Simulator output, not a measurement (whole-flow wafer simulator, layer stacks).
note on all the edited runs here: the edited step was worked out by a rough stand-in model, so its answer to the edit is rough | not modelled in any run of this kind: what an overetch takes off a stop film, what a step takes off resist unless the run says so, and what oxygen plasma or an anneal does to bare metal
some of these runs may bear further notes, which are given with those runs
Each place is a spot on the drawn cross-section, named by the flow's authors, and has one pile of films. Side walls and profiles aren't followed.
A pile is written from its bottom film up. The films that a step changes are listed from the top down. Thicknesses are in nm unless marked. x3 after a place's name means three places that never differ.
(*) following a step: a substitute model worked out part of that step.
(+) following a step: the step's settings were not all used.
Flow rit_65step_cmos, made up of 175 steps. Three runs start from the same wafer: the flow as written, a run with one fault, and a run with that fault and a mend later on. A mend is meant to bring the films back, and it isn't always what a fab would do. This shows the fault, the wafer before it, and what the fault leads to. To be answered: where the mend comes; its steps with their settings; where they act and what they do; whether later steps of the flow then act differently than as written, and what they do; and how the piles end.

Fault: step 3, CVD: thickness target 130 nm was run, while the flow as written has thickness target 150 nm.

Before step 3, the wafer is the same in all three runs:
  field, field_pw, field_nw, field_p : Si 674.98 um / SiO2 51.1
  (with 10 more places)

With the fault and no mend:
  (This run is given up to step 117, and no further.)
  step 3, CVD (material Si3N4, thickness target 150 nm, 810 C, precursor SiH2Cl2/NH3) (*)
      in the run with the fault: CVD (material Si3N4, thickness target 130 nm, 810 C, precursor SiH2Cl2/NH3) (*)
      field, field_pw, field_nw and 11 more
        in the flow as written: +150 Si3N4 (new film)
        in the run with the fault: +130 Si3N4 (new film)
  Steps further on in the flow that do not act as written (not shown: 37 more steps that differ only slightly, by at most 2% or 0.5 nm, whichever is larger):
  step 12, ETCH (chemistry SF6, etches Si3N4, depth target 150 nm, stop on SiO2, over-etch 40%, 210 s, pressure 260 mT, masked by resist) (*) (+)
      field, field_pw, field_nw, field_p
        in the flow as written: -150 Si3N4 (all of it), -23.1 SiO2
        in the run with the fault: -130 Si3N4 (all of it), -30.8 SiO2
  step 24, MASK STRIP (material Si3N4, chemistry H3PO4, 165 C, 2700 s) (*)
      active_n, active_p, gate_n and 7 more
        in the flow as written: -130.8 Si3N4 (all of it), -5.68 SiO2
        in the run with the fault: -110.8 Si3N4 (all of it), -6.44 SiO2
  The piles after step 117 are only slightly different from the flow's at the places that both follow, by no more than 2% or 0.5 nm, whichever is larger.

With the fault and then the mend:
  After step 11 comes the mend.
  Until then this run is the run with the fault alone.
  step 11a, STRIP (resist, chemistry O2, 180 s) (*)
      active_n, active_p, gate_n and 7 more
        -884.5 resist (all of it)
  step 11b, CLEAN (chemistry SC2, 75 C, 600 s)
      leaves every film unchanged at each place that is followed
  step 11c, CVD (material Si3N4, thickness target 20 nm, 810 C, 202 s, precursor SiH2Cl2/NH3) (*) (the flow's step 3, run once more with other settings)
      field, field_pw, field_nw and 11 more
        +20 Si3N4
  step 11d, HMDS (140 C, 60 s) (the flow's step 5, run once more)
      leaves every film unchanged at each place that is followed
  step 11e, COAT (resist, thickness 1000 nm) (the flow's step 6, run once more)
      field, field_pw, field_nw and 11 more
        +1000 resist (new film)
  step 11f, SOFTBAKE (resist, 90 C, 60 s) (the flow's step 7, run once more)
      leaves every film unchanged at each place that is followed
  step 11g, EXPOSE (photomask M1, dose 225 mJ/cm2, NA 0.6, wavelength 365 nm) (the flow's step 8, run once more)
      leaves every film unchanged at each place that is followed
  step 11h, PEB (resist, 110 C, 60 s) (the flow's step 9, run once more)
      field, field_pw, field_nw and 11 more
        -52 resist
  step 11i, DEVELOP (resist, thickness 1000 nm, 50 s) (the flow's step 10, run once more)
      field, field_pw, field_nw, field_p
        -948 resist (all of it)
  step 11j, HARDBAKE (resist, 140 C, 60 s) (the flow's step 11, run once more)
      active_n, active_p, gate_n and 7 more
        -63.5 resist
  Later steps of the flow that are run all act as written at every place that is followed.
  At every place that both follow, the piles at the end match the flow's.
